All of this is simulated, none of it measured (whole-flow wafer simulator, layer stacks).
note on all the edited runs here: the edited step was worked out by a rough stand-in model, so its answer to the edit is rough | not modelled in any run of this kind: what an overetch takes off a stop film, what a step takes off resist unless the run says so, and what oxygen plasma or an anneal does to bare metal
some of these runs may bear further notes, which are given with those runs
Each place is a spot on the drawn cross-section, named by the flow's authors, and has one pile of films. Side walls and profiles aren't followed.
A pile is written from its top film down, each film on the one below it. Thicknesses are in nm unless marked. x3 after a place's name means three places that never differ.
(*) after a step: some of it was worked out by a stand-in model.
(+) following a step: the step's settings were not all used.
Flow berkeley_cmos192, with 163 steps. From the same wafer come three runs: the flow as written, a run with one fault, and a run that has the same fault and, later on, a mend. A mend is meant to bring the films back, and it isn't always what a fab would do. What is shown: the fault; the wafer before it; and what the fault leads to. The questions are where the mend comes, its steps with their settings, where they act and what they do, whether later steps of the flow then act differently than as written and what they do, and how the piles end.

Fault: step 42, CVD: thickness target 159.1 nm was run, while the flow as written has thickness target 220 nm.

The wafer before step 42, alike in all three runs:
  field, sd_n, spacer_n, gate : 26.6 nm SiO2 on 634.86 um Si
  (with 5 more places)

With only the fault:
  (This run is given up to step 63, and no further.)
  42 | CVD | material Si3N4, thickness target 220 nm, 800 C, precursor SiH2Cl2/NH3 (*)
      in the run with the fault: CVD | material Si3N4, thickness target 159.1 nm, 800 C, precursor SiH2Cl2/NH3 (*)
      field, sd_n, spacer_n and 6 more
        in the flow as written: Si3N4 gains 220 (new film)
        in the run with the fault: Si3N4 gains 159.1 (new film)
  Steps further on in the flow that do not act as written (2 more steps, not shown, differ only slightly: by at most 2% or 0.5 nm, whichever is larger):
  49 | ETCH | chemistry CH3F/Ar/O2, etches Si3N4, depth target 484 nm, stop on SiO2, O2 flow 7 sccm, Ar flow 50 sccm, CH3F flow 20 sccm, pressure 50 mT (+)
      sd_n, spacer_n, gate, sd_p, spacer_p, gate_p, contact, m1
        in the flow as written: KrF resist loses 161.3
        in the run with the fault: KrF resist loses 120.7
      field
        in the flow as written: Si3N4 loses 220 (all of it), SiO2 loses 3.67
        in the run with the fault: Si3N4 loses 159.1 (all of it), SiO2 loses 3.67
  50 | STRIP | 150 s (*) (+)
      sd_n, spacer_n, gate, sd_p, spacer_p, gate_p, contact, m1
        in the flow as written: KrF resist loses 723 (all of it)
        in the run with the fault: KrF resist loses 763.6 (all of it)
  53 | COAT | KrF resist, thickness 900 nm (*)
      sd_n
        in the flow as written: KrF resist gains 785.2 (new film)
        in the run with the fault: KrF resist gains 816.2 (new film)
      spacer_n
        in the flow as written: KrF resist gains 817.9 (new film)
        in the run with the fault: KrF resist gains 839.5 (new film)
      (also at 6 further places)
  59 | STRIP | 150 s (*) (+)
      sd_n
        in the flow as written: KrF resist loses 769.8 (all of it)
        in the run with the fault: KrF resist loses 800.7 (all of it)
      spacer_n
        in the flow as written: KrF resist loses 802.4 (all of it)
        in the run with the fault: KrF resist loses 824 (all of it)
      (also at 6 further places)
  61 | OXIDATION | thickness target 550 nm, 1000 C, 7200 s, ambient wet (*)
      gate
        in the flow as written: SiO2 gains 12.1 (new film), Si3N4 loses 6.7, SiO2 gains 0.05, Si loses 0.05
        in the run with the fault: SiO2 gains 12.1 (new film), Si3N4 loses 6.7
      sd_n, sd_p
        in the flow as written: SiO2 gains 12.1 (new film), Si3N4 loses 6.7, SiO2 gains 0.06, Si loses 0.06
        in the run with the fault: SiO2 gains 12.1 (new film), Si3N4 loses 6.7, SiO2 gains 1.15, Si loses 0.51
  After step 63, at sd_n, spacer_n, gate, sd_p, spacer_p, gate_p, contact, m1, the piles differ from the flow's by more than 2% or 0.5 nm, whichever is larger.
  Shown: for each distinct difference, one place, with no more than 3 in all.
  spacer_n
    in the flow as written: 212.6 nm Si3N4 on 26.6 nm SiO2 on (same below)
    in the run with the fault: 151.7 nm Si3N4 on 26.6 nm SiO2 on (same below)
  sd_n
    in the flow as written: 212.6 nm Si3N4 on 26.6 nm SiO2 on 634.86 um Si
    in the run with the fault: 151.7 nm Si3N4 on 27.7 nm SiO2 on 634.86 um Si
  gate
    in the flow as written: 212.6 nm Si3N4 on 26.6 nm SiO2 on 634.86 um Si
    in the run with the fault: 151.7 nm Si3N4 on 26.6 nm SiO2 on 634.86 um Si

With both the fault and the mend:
  The mend follows step 42.
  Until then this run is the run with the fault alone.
  42a | CVD | material Si3N4, thickness target 60.94 nm, 800 C, precursor SiH2Cl2/NH3 (*) (the flow's step 42, run once more with other settings)
      field, sd_n, spacer_n and 6 more
        Si3N4 gains 60.9
  Later steps of the flow that are run all act as written at every place that is followed, up to a difference of at most 2% or 0.5 nm, whichever is larger.
  By the end, the piles equal the flow's at every place that both follow.
